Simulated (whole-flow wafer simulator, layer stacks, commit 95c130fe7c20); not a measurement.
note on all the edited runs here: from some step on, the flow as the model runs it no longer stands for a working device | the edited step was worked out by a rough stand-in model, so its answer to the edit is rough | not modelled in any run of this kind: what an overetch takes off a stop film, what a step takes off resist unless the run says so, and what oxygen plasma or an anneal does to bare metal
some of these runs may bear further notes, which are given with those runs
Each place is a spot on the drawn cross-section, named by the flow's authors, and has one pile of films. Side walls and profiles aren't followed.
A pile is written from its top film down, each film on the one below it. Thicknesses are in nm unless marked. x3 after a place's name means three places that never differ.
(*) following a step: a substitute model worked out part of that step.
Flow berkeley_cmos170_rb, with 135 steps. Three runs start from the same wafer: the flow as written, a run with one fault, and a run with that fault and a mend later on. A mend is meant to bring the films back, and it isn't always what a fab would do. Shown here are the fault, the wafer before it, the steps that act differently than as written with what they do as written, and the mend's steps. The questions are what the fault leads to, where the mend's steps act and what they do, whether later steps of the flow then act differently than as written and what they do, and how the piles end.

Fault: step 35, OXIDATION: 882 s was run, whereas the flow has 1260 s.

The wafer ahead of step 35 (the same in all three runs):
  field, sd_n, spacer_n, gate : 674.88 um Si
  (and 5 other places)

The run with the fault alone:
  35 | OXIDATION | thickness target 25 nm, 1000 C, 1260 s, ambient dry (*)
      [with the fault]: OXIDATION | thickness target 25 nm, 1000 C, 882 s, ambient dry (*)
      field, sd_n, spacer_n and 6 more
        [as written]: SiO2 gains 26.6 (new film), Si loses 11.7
        [with the fault]: SiO2 gains 22 (new film), Si loses 9.67
  Steps later in the flow that act otherwise than as written (not shown: 32 more steps that differ only slightly, by at most 2% or 0.5 nm, whichever is larger):
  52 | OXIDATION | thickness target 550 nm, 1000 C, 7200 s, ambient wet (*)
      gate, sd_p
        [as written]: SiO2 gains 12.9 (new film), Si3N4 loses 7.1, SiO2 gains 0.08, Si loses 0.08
        [with the fault]: SiO2 gains 12.9 (new film), Si3N4 loses 7.1
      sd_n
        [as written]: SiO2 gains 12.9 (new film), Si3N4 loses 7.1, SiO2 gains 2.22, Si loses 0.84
        [with the fault]: SiO2 gains 12.9 (new film), Si3N4 loses 7.1, SiO2 gains 0.92, Si loses 0.33
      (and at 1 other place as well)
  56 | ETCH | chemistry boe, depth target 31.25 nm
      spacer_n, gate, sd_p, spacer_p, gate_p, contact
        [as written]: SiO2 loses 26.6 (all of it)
        [with the fault]: SiO2 loses 22 (all of it)
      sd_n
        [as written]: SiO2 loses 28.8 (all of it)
        [with the fault]: SiO2 loses 22.9 (all of it)
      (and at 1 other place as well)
  When the end is reached, the piles differ only a little from the flow's at the places that both follow, at most by 2% or 0.5 nm, whichever is larger.

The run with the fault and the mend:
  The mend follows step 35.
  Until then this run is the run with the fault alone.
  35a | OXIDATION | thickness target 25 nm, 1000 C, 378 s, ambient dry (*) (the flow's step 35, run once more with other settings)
      field, sd_n, spacer_n and 6 more
        SiO2 gains 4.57, Si loses 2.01
  Later steps of the flow that are run all act as written at every place that is followed.
  The piles end the same as the flow's at every place that both follow.
